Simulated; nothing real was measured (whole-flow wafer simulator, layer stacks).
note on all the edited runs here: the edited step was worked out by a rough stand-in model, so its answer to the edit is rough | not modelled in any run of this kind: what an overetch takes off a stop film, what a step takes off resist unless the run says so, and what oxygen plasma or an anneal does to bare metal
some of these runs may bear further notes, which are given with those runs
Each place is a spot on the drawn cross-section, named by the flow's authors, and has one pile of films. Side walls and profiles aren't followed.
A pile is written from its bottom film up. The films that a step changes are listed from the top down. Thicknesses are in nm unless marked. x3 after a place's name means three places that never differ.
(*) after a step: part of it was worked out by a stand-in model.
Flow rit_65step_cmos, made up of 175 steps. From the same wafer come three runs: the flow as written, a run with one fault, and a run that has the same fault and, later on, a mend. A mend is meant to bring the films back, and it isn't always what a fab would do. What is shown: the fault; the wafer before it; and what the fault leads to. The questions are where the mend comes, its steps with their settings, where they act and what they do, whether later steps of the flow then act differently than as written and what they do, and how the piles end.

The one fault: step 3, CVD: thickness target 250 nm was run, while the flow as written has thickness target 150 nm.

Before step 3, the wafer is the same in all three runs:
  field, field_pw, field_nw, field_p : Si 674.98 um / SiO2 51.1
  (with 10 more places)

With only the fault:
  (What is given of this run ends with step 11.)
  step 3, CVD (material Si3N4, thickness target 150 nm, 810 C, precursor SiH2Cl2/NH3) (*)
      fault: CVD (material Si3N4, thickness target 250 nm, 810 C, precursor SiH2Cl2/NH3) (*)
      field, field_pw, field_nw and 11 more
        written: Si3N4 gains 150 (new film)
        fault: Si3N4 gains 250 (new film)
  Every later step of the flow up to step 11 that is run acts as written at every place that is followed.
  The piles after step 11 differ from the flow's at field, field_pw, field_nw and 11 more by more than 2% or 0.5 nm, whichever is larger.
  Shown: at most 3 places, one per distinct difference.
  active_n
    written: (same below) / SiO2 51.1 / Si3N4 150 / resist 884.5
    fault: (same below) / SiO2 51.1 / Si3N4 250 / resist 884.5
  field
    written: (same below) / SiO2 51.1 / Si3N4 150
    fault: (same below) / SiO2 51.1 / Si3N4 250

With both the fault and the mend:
  The mend follows step 4.
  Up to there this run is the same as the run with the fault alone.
  step 4a, ETCH (chemistry h3po4, depth target 287.5 nm)
      field, field_pw, field_nw and 11 more
        Si3N4 loses 250 (all of it)
  step 4b, CLEAN (chemistry SC2, 75 C, 600 s)
      alters no film at any place that is followed
  step 4c, CVD (material Si3N4, thickness target 150 nm, 810 C, precursor SiH2Cl2/NH3) (*) (a further turn of the flow's step 3)
      field, field_pw, field_nw and 11 more
        Si3N4 gains 150 (new film)
  Every later step of the flow that is run acts as written at every place that is followed.
  At every place that both follow, the piles at the end match the flow's.
